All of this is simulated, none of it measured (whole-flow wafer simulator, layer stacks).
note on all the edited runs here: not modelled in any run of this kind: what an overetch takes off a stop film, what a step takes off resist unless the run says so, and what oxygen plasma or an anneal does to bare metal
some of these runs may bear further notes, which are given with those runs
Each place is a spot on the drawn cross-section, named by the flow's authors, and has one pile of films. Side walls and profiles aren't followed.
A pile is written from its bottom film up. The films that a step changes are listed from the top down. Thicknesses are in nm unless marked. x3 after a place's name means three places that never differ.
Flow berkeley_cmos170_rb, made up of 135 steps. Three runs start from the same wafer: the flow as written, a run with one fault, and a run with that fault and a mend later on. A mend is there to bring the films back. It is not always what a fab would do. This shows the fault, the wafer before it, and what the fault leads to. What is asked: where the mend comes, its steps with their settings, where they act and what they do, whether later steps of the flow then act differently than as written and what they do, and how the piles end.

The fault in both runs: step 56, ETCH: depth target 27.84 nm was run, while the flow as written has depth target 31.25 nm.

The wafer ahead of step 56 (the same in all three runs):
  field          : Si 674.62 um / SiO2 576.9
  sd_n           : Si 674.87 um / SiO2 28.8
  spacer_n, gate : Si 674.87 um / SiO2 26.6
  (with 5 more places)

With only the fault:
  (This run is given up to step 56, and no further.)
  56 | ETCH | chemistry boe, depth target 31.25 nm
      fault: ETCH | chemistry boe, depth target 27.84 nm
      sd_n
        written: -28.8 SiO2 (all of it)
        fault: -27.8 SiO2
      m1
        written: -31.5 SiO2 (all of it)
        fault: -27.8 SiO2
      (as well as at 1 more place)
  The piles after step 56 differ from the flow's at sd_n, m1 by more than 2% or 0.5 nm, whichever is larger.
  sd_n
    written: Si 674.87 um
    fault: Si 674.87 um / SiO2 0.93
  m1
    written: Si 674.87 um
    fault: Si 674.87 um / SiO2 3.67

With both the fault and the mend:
  The mend stands after step 56.
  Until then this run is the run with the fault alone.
  56a | ETCH | chemistry boe, depth target 3.406 nm (the flow's step 56 again, with other settings)
      field
        -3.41 SiO2
      sd_n
        -0.93 SiO2 (all of it)
      m1
        -3.67 SiO2 (all of it)
  Later steps of the flow that are run all act as written at every place that is followed, up to a difference of at most 2% or 0.5 nm, whichever is larger.
  The piles end the same as the flow's at every place that both follow.
